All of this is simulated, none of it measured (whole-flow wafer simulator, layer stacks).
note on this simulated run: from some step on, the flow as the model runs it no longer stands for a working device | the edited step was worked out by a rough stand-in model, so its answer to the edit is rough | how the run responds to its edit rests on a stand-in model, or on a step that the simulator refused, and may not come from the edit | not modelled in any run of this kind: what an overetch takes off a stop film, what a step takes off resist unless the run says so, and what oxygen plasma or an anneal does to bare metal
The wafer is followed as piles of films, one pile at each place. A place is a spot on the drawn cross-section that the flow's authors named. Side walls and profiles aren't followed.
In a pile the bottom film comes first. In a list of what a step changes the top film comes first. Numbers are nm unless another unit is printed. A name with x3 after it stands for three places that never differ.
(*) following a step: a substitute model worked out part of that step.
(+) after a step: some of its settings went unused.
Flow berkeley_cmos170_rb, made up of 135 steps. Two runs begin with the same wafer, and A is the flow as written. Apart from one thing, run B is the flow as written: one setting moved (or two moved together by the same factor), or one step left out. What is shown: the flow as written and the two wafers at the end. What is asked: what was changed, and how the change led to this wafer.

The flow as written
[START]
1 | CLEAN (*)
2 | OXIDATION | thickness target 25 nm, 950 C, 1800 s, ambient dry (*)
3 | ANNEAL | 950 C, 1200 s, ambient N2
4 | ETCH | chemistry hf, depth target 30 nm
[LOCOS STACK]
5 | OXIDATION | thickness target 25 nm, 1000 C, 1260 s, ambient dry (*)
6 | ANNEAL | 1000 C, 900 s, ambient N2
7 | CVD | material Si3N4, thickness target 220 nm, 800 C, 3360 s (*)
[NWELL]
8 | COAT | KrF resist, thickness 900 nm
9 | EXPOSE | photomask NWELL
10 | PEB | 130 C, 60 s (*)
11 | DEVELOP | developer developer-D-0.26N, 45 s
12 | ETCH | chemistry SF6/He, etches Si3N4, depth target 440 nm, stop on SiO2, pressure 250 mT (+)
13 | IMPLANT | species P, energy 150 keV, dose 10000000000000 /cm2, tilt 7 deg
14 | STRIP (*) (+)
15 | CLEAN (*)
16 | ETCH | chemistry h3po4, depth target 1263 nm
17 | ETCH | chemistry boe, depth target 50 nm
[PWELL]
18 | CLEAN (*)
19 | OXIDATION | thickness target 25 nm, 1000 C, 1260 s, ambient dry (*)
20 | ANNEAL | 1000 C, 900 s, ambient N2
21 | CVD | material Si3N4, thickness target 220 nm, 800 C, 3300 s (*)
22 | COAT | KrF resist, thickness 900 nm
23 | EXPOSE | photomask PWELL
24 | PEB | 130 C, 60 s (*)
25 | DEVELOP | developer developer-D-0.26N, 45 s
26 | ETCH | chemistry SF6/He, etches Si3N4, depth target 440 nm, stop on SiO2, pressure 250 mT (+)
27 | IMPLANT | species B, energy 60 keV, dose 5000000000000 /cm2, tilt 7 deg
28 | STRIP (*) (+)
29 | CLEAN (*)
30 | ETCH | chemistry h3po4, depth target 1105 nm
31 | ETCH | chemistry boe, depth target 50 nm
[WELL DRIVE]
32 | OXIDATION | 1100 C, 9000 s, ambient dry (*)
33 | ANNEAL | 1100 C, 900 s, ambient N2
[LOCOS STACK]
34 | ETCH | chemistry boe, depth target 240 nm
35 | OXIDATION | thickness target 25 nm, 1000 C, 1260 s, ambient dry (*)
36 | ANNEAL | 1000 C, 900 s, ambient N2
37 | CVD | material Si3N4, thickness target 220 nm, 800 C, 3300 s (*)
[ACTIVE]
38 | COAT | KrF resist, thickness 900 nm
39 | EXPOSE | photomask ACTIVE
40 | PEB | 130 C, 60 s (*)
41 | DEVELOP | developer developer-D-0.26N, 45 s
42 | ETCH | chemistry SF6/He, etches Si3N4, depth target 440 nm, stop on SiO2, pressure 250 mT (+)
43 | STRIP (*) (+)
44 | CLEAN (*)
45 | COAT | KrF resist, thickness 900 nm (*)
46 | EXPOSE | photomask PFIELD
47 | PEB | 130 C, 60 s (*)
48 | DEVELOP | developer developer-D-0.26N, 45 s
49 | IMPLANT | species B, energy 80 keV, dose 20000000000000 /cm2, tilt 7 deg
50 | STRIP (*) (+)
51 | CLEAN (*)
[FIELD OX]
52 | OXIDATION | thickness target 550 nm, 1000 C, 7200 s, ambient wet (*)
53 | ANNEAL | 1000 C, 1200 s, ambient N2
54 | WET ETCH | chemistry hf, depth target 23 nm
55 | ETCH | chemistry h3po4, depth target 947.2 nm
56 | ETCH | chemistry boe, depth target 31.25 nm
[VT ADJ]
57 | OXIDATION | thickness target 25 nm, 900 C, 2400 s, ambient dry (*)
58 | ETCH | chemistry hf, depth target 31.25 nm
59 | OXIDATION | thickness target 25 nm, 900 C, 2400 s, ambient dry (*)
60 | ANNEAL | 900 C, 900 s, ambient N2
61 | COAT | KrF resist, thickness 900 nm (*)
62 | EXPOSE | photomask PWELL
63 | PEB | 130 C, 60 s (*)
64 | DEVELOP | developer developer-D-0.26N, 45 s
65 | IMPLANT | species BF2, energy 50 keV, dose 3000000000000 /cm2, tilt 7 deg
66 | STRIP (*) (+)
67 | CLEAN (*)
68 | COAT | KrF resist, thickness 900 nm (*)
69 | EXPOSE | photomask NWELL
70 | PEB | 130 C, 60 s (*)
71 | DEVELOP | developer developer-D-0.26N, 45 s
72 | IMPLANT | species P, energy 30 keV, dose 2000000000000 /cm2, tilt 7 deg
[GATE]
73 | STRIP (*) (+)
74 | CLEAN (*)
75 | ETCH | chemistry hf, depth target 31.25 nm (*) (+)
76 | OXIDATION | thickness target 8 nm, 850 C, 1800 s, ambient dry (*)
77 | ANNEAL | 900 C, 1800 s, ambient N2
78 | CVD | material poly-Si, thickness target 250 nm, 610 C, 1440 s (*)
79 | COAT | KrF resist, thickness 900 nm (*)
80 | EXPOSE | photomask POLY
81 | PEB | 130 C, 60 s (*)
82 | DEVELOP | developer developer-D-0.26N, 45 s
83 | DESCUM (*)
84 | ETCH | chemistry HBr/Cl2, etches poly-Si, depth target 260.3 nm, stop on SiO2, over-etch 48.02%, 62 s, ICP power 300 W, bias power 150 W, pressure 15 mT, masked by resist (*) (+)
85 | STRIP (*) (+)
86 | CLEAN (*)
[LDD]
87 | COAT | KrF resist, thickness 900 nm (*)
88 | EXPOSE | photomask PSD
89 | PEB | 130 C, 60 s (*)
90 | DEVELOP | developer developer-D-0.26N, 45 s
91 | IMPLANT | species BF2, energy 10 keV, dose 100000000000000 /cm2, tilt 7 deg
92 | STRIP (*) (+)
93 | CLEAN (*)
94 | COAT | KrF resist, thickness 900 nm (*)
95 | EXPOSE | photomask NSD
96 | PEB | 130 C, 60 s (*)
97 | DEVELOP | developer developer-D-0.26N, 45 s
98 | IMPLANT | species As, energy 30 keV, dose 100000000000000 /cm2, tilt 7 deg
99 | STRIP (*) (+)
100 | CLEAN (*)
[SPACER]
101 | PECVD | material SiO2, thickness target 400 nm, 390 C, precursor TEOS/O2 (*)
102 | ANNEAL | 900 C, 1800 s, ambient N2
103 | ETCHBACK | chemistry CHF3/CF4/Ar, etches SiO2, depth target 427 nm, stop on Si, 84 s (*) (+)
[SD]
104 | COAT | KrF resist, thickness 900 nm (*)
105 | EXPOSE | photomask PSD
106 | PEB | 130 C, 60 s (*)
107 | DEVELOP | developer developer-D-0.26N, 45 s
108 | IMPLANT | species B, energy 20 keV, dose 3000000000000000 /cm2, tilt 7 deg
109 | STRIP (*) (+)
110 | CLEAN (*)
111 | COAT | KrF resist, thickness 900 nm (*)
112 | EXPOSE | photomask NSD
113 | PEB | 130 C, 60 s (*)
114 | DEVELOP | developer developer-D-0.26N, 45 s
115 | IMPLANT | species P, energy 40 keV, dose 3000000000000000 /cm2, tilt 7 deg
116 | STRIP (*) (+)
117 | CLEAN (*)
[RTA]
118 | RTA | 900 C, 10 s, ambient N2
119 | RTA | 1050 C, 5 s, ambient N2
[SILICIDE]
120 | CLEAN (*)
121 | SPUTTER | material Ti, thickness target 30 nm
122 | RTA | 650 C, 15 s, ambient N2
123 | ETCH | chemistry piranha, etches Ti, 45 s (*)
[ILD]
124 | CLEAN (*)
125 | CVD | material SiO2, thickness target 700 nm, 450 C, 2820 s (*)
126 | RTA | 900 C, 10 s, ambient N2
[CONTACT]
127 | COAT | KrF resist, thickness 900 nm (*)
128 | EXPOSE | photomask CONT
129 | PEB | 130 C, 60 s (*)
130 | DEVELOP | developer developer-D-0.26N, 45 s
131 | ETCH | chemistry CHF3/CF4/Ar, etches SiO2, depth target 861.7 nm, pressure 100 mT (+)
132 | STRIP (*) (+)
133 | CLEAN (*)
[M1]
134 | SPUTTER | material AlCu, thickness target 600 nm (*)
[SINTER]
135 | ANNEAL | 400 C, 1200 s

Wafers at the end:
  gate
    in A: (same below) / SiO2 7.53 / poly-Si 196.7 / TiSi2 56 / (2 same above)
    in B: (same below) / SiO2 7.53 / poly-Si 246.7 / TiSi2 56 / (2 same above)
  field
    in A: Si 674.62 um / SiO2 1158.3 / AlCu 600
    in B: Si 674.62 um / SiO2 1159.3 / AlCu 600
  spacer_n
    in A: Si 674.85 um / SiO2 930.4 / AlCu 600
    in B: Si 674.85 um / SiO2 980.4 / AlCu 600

Cause: step 78, CVD: thickness target 300 nm was run, while the flow as written has thickness target 250 nm.

Step by step, how the change led to this:
  78 | CVD | material poly-Si, thickness target 250 nm, 610 C, 1440 s (*)
      field, sd_n, spacer_n and 6 more: A poly-Si gains 250 (new film) | B poly-Si gains 300 (new film)
  84 | ETCH | chemistry HBr/Cl2, etches poly-Si, depth target 260.3 nm, stop on SiO2, over-etch 48.02%, 62 s, ICP power 300 W, bias power 150 W, pressure 15 mT, masked by resist (*) (+)
      field, sd_n, spacer_n, sd_p, spacer_p, contact, m1: A poly-Si loses 250 (all of it), SiO2 loses 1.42 | B poly-Si loses 300 (all of it), SiO2 loses 0.43
  87 | COAT | KrF resist, thickness 900 nm (*)
      gate: A KrF resist gains 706 (new film) | B KrF resist gains 667.6 (new film)
      gate_p: A KrF resist gains 706.3 (new film) | B KrF resist gains 668.2 (new film)
  90 | DEVELOP | developer developer-D-0.26N, 45 s
      gate_p: A KrF resist loses 706.3 (all of it) | B KrF resist loses 668.2 (all of it)
  92 | STRIP (*) (+)
      gate: A KrF resist loses 691.8 (all of it) | B KrF resist loses 653.4 (all of it)
  94 | COAT | KrF resist, thickness 900 nm (*)
      gate: A KrF resist gains 706 (new film) | B KrF resist gains 667.6 (new film)
      gate_p: A KrF resist gains 706.3 (new film) | B KrF resist gains 668.2 (new film)
  97 | DEVELOP | developer developer-D-0.26N, 45 s
      gate: A KrF resist loses 706 (all of it) | B KrF resist loses 667.6 (all of it)
  99 | STRIP (*) (+)
      gate_p: A KrF resist loses 692.1 (all of it) | B KrF resist loses 653.9 (all of it)
  103 | ETCHBACK | chemistry CHF3/CF4/Ar, etches SiO2, depth target 427 nm, stop on Si, 84 s (*) (+)
      spacer_n, spacer_p: A SiO2 loses 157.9 | B SiO2 loses 108.9
  104 | COAT | KrF resist, thickness 900 nm (*)
      spacer_n: A KrF resist gains 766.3 (new film) | B KrF resist gains 731.2 (new film)
      gate: A KrF resist gains 742.1 (new film) | B KrF resist gains 707.9 (new film)
      (and at 2 other places as well)
  107 | DEVELOP | developer developer-D-0.26N, 45 s
      spacer_p: A KrF resist loses 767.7 (all of it) | B KrF resist loses 732.5 (all of it)
      gate_p: A KrF resist loses 743.2 (all of it) | B KrF resist loses 708.9 (all of it)
  109 | STRIP (*) (+)
      spacer_n: A KrF resist loses 752.1 (all of it) | B KrF resist loses 717 (all of it)
      gate: A KrF resist loses 727.9 (all of it) | B KrF resist loses 693.7 (all of it)
  111 | COAT | KrF resist, thickness 900 nm (*)
      spacer_n: A KrF resist gains 766.3 (new film) | B KrF resist gains 731.2 (new film)
      gate: A KrF resist gains 742.1 (new film) | B KrF resist gains 707.9 (new film)
      (and at 2 other places as well)
  114 | DEVELOP | developer developer-D-0.26N, 45 s
      spacer_n: A KrF resist loses 766.3 (all of it) | B KrF resist loses 731.2 (all of it)
      gate: A KrF resist loses 742.1 (all of it) | B KrF resist loses 707.9 (all of it)
  116 | STRIP (*) (+)
      spacer_p: A KrF resist loses 753.5 (all of it) | B KrF resist loses 718.3 (all of it)
      gate_p: A KrF resist loses 729 (all of it) | B KrF resist loses 694.7 (all of it)
  127 | COAT | KrF resist, thickness 900 nm (*)
      spacer_n: A KrF resist gains 819.8 (new film) | B KrF resist gains 796.9 (new film)
      gate: A KrF resist gains 798.4 (new film) | B KrF resist gains 778.9 (new film)
      (and at 2 other places as well)
  132 | STRIP (*) (+)
      spacer_n: A KrF resist loses 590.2 (all of it) | B KrF resist loses 567.3 (all of it)
      gate: A KrF resist loses 568.8 (all of it) | B KrF resist loses 549.3 (all of it)
      (and at 3 other places as well)
